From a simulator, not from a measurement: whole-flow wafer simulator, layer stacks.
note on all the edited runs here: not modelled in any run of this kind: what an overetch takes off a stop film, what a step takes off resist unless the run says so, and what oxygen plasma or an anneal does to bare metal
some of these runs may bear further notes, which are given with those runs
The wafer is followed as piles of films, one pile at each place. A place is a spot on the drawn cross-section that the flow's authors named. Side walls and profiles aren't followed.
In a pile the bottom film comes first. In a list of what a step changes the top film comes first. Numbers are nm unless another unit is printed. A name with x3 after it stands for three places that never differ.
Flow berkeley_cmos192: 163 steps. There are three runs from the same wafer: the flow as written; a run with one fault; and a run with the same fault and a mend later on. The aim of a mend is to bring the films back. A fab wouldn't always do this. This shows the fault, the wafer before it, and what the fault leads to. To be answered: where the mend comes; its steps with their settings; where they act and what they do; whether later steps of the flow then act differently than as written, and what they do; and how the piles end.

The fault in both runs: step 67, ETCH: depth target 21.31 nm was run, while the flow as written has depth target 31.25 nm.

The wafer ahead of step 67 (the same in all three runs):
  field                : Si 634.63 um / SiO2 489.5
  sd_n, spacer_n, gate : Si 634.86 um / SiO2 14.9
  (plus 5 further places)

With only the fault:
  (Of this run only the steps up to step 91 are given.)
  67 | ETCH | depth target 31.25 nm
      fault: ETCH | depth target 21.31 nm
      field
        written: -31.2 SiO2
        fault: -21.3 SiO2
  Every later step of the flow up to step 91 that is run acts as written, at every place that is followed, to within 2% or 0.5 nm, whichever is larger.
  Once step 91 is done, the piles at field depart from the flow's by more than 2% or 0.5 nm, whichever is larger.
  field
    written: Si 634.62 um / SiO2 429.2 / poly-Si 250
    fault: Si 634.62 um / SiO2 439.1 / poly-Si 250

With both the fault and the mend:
  The mend follows step 67.
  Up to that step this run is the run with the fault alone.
  67a | ETCH | depth target 9.937 nm (the flow's step 67, run once more with other settings)
      field
        -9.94 SiO2
  Every later step of the flow that is run acts as written, at every place that is followed, to within 2% or 0.5 nm, whichever is larger.
  The piles end the same as the flow's at every place that both follow.
